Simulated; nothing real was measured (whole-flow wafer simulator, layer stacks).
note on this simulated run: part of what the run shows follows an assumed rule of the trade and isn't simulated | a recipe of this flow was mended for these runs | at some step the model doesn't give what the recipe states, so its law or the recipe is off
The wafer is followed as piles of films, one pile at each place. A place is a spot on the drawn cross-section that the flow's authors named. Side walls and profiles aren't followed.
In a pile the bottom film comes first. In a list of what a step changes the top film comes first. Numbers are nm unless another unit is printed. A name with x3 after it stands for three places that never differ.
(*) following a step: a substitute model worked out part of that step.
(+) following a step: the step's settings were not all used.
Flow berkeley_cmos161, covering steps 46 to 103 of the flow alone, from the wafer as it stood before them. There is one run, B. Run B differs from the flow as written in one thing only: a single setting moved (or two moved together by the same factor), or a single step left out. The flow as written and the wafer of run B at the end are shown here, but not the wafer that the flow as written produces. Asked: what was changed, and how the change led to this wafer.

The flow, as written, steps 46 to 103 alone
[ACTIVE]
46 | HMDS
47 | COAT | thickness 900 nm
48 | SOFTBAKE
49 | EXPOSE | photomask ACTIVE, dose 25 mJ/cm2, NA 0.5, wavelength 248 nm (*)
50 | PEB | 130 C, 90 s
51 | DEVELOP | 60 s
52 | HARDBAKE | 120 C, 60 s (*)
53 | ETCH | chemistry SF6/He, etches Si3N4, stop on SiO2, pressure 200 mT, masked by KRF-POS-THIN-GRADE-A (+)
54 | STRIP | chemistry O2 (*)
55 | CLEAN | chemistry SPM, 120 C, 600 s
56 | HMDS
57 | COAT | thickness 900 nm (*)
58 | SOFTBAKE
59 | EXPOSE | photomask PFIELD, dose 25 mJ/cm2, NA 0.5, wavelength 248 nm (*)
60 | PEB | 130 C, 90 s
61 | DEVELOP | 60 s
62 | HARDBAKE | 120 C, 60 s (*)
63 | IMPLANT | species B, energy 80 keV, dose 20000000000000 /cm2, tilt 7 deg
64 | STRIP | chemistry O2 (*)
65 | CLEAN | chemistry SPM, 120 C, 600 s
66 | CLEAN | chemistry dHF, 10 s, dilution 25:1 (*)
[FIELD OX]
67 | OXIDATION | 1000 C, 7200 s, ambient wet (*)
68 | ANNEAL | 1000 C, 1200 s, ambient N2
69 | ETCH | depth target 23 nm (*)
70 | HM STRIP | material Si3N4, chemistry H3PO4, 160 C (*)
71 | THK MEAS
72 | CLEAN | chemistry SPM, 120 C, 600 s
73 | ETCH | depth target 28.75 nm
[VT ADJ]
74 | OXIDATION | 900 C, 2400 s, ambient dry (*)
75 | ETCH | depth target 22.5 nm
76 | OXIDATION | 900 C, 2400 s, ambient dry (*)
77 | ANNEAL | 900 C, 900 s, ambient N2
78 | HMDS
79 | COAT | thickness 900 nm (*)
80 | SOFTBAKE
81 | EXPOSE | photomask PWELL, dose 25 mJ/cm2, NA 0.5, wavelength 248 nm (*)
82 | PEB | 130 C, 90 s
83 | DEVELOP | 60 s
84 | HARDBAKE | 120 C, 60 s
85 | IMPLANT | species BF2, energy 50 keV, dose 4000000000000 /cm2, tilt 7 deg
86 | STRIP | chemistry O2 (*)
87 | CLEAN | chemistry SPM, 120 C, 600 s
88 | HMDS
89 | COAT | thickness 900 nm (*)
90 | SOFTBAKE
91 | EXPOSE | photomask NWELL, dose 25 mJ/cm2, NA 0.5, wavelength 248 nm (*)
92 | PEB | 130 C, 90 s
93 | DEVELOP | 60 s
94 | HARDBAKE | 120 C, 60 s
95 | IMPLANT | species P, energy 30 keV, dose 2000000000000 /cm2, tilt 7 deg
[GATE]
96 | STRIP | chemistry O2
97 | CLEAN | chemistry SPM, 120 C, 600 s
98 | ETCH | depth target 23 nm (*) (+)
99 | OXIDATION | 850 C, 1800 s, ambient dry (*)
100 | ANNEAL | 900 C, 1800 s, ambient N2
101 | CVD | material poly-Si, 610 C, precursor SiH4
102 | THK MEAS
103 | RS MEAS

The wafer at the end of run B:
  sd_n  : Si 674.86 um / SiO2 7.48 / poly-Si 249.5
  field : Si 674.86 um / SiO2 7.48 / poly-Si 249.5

The reason: step 53, ETCH: chemistry SF6/He, etches Si3N4, stop on SiO2, pressure 200 mT, masked by KRF-POS-THIN-GRADE-A (+), was not run.

The path from the change to this, step by step:
  54 | STRIP | chemistry O2 (*)
      sd_n, spacer_n, gate_n, sd_p, spacer_p, gate_p, contact, m1: -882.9 KrF-resist (all of it) (it would be, as written: -648.2 KrF-resist (all of it))
  57 | COAT | thickness 900 nm (*)
      field: +900 KrF-resist (new film) (it would be, as written: +955.6 KrF-resist (new film))
      sd_n: +900 KrF-resist (new film) (it would be, as written: +796.1 KrF-resist (new film))
      (also at 7 further places)
  61 | DEVELOP | 60 s
      field: -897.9 KrF-resist (all of it) (it would be, as written: -953.3 KrF-resist (all of it))
  64 | STRIP | chemistry O2 (*)
      sd_n: -882.9 KrF-resist (all of it) (it would be, as written: -779.3 KrF-resist (all of it))
      spacer_n: -882.9 KrF-resist (all of it) (it would be, as written: -809.2 KrF-resist (all of it))
      (also at 6 further places)
  66 | CLEAN | chemistry dHF, 10 s, dilution 25:1 (*)
      field: -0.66 Si3N4 (it would be, as written: -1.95 SiO2)
  67 | OXIDATION | 1000 C, 7200 s, ambient wet (*)
      sd_n, sd_p: +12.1 SiO2 (new film), -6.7 Si3N4 (it would be, as written: +12.1 SiO2 (new film), -6.7 Si3N4, +0.25 SiO2, -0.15 Si)
      field: +12.1 SiO2 (new film), -6.7 Si3N4 (it would be, as written: +545.5 SiO2, -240 Si)
  69 | ETCH | depth target 23 nm (*)
      field: -12.1 SiO2 (all of it), -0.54 Si3N4 (it would be, as written: -23 SiO2)
  70 | HM STRIP | material Si3N4, chemistry H3PO4, 160 C (*)
      field: -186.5 Si3N4 (all of it), -8.68 SiO2 (it would be, as written: -14.5 SiO2)
  73 | ETCH | depth target 28.75 nm
      field: -17.9 SiO2 (all of it) (it would be, as written: -28.7 SiO2)
  74 | OXIDATION | 900 C, 2400 s, ambient dry (*)
      field: +14.9 SiO2 (new film), -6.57 Si (it would be, as written: +1.58 SiO2, -0.69 Si)
  75 | ETCH | depth target 22.5 nm
      field: -14.9 SiO2 (all of it) (it would be, as written: -22.5 SiO2)
  76 | OXIDATION | 900 C, 2400 s, ambient dry (*)
      field: +14.9 SiO2 (new film), -6.57 Si (it would be, as written: +1.63 SiO2, -0.72 Si)
  79 | COAT | thickness 900 nm (*)
      field: +900 KrF-resist (new film) (it would be, as written: +838.3 KrF-resist (new film))
      sd_n: +900 KrF-resist (new film) (it would be, as written: +1020.9 KrF-resist (new film))
      (also at 7 further places)
  83 | DEVELOP | 60 s
      field: -897.9 KrF-resist (all of it) (it would be, as written: -836.4 KrF-resist (all of it))
      sd_n: -897.9 KrF-resist (all of it) (it would be, as written: -1018.4 KrF-resist (all of it))
      (also at 4 further places)
  84 | HARDBAKE | 120 C, 60 s
      sd_p: -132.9 KrF-resist (it would be, as written: -147.7 KrF-resist)
      spacer_p: -132.9 KrF-resist (it would be, as written: -144.7 KrF-resist)
      (also at 1 further place)
  86 | STRIP | chemistry O2 (*)
      sd_p: -750 KrF-resist (all of it) (it would be, as written: -834.2 KrF-resist (all of it))
      spacer_p: -750 KrF-resist (all of it) (it would be, as written: -816.9 KrF-resist (all of it))
      (also at 1 further place)
  ... 5 other steps ...
  99 | OXIDATION | 850 C, 1800 s, ambient dry (*)
      field: +7.48 SiO2 (new film), -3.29 Si (it would be, as written: +0.5 SiO2, -0.22 Si)
